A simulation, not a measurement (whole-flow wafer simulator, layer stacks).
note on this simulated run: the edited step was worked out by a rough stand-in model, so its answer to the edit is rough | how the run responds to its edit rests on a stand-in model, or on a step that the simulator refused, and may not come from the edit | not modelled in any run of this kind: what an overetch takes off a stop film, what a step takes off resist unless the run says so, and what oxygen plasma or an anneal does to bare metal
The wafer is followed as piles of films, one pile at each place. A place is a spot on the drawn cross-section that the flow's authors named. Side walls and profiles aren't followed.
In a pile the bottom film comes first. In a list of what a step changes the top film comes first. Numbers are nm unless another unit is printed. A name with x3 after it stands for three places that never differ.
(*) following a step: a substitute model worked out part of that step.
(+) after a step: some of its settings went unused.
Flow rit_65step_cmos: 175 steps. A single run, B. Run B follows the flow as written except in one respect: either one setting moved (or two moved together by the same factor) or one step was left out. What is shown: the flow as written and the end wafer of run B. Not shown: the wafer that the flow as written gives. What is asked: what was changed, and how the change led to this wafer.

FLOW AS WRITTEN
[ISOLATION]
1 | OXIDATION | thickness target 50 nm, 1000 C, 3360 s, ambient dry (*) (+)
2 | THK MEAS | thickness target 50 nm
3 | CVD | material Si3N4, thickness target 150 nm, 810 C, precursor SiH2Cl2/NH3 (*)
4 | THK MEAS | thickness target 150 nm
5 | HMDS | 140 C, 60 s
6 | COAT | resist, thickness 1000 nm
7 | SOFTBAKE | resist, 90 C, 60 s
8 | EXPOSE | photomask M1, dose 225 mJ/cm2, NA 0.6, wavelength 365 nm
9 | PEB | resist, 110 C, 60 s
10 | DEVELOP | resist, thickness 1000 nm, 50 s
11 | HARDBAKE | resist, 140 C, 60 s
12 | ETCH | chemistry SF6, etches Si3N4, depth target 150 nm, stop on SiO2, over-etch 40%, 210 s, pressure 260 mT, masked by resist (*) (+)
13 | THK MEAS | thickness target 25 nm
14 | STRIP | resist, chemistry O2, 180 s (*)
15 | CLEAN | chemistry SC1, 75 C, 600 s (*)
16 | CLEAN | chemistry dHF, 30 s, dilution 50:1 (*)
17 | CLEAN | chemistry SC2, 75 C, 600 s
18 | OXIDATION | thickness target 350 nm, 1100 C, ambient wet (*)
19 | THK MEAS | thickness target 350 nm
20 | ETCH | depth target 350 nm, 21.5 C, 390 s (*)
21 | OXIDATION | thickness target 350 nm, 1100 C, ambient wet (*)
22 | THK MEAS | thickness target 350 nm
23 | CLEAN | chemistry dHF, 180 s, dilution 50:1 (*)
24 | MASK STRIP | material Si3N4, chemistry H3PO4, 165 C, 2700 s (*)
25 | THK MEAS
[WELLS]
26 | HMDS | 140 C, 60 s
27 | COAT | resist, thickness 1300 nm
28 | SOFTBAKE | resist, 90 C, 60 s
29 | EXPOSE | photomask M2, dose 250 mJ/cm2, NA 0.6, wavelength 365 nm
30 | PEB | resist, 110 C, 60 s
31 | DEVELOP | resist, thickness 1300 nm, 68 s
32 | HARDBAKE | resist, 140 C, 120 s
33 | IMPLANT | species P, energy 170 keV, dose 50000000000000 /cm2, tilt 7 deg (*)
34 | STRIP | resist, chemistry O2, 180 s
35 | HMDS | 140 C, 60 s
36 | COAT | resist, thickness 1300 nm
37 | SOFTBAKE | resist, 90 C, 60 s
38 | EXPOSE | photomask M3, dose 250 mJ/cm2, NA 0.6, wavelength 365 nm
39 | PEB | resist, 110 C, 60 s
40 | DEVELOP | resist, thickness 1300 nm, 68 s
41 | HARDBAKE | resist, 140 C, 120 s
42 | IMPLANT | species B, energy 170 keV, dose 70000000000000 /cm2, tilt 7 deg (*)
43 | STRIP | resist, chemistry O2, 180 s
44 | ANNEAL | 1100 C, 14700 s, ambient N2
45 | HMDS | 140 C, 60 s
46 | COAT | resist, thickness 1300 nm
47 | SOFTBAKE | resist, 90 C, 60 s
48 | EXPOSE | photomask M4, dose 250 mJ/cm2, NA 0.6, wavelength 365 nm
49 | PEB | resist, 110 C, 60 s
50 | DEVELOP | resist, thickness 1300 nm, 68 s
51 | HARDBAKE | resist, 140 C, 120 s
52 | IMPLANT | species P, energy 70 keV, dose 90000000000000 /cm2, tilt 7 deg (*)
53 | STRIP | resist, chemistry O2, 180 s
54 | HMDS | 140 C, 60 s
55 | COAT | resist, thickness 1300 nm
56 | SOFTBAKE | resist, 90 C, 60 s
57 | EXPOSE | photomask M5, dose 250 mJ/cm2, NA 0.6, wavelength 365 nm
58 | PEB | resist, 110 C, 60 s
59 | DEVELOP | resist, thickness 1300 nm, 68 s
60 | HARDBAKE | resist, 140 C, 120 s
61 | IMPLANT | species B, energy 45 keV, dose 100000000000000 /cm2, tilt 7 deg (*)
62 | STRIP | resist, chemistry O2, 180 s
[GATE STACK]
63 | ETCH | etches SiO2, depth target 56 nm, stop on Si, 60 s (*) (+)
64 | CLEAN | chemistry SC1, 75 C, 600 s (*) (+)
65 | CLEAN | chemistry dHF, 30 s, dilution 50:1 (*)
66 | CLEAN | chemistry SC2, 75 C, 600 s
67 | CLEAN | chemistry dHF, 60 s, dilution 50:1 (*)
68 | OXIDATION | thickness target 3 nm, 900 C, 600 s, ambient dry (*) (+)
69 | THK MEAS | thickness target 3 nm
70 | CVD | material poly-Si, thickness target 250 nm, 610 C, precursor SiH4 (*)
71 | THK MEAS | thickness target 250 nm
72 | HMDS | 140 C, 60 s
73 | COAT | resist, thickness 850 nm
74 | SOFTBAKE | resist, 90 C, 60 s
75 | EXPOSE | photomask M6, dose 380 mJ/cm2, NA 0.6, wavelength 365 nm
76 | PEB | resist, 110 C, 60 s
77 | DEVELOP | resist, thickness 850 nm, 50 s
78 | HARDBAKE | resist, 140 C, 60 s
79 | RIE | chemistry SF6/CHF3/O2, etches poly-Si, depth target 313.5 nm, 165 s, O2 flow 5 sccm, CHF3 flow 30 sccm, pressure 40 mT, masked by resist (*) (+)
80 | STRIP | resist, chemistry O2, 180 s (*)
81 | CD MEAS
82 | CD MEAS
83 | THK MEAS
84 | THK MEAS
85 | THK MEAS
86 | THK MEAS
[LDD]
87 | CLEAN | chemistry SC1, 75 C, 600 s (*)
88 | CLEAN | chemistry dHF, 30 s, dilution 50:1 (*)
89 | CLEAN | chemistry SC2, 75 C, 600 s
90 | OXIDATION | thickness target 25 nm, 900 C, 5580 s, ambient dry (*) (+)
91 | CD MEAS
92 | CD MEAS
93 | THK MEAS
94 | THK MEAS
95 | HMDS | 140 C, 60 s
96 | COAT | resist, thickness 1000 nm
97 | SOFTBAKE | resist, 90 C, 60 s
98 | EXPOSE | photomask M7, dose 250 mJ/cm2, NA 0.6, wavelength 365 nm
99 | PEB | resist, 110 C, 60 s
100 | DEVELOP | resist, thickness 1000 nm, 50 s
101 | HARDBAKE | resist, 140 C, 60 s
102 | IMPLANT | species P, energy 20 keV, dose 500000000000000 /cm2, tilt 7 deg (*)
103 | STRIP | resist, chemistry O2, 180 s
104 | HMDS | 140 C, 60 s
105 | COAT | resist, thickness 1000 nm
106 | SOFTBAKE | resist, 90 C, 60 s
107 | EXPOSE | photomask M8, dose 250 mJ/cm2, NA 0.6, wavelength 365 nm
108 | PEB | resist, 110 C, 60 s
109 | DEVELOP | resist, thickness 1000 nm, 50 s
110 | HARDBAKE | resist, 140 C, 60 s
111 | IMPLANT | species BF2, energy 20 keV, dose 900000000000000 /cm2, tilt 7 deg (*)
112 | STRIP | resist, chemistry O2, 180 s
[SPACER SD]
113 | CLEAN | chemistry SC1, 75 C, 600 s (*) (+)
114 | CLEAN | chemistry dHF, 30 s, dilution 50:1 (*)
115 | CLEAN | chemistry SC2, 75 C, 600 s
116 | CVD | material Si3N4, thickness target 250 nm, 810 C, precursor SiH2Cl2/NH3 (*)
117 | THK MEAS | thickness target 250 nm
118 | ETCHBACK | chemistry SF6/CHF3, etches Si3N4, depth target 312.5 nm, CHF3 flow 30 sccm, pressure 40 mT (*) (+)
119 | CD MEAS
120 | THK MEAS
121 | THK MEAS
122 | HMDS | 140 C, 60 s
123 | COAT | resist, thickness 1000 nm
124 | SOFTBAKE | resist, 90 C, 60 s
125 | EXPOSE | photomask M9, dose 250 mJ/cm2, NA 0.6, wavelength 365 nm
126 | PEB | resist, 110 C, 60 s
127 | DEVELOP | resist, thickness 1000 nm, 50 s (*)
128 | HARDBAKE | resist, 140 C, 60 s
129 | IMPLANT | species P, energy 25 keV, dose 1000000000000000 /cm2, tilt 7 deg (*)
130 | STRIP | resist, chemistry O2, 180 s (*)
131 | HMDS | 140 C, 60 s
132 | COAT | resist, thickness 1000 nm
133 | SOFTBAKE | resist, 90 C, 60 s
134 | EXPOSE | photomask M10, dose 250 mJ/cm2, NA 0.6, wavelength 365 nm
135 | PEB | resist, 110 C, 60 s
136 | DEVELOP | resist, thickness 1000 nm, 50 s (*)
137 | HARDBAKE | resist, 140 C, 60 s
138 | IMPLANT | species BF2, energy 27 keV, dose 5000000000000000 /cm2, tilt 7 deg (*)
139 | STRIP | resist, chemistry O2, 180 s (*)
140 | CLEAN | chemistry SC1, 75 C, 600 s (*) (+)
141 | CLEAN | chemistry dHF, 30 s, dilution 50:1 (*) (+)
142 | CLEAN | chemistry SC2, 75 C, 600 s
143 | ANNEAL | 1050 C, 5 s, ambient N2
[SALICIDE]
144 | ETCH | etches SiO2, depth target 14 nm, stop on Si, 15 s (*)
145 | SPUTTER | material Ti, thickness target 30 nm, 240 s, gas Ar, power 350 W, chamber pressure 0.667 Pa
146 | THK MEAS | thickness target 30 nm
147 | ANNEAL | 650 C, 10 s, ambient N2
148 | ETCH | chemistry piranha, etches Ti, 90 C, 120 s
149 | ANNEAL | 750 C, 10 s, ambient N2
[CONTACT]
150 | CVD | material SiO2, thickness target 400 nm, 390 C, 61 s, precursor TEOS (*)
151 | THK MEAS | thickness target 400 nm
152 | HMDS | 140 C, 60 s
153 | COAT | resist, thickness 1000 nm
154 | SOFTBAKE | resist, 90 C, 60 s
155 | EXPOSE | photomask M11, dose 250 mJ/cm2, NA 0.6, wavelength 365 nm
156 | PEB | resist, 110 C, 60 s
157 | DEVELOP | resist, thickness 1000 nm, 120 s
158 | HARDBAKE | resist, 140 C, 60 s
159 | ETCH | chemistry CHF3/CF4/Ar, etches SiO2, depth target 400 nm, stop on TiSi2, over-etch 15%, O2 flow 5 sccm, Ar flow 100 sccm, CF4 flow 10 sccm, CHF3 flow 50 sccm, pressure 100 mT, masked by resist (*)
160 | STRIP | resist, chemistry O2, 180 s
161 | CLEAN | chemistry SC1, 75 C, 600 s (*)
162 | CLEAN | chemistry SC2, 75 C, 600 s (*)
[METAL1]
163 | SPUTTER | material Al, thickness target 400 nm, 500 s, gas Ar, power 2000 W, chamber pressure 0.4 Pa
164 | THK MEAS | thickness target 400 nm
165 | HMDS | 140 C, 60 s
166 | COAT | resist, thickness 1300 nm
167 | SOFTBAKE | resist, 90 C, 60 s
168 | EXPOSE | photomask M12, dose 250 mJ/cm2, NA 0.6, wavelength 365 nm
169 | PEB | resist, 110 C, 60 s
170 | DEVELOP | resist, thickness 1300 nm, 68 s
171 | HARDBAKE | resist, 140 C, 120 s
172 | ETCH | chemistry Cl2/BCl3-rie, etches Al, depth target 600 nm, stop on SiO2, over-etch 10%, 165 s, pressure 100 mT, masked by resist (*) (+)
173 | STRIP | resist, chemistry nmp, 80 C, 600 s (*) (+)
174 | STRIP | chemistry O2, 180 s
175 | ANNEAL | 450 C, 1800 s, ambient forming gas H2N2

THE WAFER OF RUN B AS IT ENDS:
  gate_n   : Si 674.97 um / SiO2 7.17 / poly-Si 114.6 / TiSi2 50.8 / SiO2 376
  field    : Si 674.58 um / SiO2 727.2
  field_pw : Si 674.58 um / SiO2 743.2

Cause: step 21, OXIDATION: thickness target 560 nm was run, whereas the flow has thickness target 350 nm.

The path from the change to this, step by step:
  21 | OXIDATION | thickness target 350 nm, 1100 C, ambient wet (*)
      active_n, active_p, gate_n and 7 more: +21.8 SiO2 (new film), -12 Si3N4 (it would be, as written: +12 SiO2 (new film), -6.61 Si3N4)
      field, field_pw, field_nw, field_p: +560 SiO2 (new film), -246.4 Si (it would be, as written: +350 SiO2 (new film), -154 Si)
  23 | CLEAN | chemistry dHF, 180 s, dilution 50:1 (*)
      active_n, active_p, gate_n and 7 more: -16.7 SiO2 (it would be, as written: -12 SiO2 (all of it), -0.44 Si3N4)
  24 | MASK STRIP | material Si3N4, chemistry H3PO4, 165 C, 2700 s (*)
      active_n, active_p, gate_n and 7 more: -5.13 SiO2 (all of it), -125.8 Si3N4 (all of it), -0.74 SiO2 (it would be, as written: -130.8 Si3N4 (all of it), -5.68 SiO2)
  27 | COAT | resist, thickness 1300 nm
      field_pw, field_nw: +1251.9 resist (new film) (it would be, as written: +1313 resist (new film))
      field: +1232.9 resist (new film) (it would be, as written: +1315.7 resist (new film))
      (also at 1 further place)
  30 | PEB | resist, 110 C, 60 s
      field, field_p: -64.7 resist (it would be, as written: -69.2 resist)
      field_pw, field_nw: -65.8 resist (it would be, as written: -69.1 resist)
  31 | DEVELOP | resist, thickness 1300 nm, 68 s
      field_nw: -1186 resist (all of it) (it would be, as written: -1243.9 resist (all of it))
      field_p: -1168.5 resist (all of it) (it would be, as written: -1246.4 resist (all of it))
  32 | HARDBAKE | resist, 140 C, 120 s
      field: -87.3 resist (it would be, as written: -94 resist)
      field_pw: -89.4 resist (it would be, as written: -93.8 resist)
  34 | STRIP | resist, chemistry O2, 180 s
      field: -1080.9 resist (all of it) (it would be, as written: -1152.5 resist (all of it))
      field_pw: -1096.6 resist (all of it) (it would be, as written: -1150.2 resist (all of it))
  36 | COAT | resist, thickness 1300 nm
      field_pw, field_nw: +1251.9 resist (new film) (it would be, as written: +1313 resist (new film))
      field: +1232.9 resist (new film) (it would be, as written: +1315.7 resist (new film))
      (also at 1 further place)
  39 | PEB | resist, 110 C, 60 s
      field, field_p: -64.7 resist (it would be, as written: -69.2 resist)
      field_pw, field_nw: -65.8 resist (it would be, as written: -69.1 resist)
  40 | DEVELOP | resist, thickness 1300 nm, 68 s
      field: -1168.3 resist (all of it) (it would be, as written: -1246.5 resist (all of it))
      field_pw: -1186 resist (all of it) (it would be, as written: -1243.9 resist (all of it))
  41 | HARDBAKE | resist, 140 C, 120 s
      field_nw: -89.4 resist (it would be, as written: -93.8 resist)
      field_p: -87.3 resist (it would be, as written: -94 resist)
  43 | STRIP | resist, chemistry O2, 180 s
      field_nw: -1096.6 resist (all of it) (it would be, as written: -1150.2 resist (all of it))
      field_p: -1081.1 resist (all of it) (it would be, as written: -1152.5 resist (all of it))
  46 | COAT | resist, thickness 1300 nm
      field_pw, field_nw: +1251.9 resist (new film) (it would be, as written: +1313 resist (new film))
      field: +1232.9 resist (new film) (it would be, as written: +1315.7 resist (new film))
      (also at 1 further place)
  49 | PEB | resist, 110 C, 60 s
      field, field_p: -64.7 resist (it would be, as written: -69.2 resist)
      field_pw, field_nw: -65.8 resist (it would be, as written: -69.1 resist)
  50 | DEVELOP | resist, thickness 1300 nm, 68 s
      field_nw: -1186 resist (all of it) (it would be, as written: -1243.9 resist (all of it))
      field_p: -1168.5 resist (all of it) (it would be, as written: -1246.4 resist (all of it))
  ... 38 further steps ...
  170 | DEVELOP | resist, thickness 1300 nm, 68 s
      field: -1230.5 resist (all of it) (it would be, as written: -1316.6 resist (all of it))
      field_pw: -1223.9 resist (all of it) (it would be, as written: -1285.5 resist (all of it))
      (also at 2 further places)
